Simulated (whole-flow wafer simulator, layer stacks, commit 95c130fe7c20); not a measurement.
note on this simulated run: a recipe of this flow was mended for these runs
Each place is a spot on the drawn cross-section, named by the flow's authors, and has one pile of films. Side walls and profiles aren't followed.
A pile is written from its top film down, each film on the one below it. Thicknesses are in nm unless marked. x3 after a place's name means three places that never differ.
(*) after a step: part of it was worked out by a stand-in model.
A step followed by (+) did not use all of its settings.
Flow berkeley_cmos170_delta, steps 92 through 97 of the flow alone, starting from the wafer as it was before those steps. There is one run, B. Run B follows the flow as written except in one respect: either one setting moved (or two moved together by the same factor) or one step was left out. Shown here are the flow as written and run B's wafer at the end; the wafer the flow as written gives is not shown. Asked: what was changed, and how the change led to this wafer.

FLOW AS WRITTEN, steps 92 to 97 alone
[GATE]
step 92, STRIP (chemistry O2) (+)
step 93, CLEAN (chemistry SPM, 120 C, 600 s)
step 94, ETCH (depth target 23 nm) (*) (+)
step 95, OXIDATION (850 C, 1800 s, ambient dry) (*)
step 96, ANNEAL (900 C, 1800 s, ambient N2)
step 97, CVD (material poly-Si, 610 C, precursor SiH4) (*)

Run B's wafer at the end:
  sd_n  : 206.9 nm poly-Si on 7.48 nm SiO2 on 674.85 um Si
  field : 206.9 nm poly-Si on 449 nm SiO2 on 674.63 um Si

Cause: step 97, CVD: 601 C was run, though the flow has 610 C.

How this came from the change, step by step:
  step 97, CVD (material poly-Si, 610 C, precursor SiH4) (*)
      field, sd_n, spacer_n, gate, sd_p, spacer_p x2, contact, m1: +206.9 poly-Si (new film) (it would be, as written: +250 poly-Si (new film))
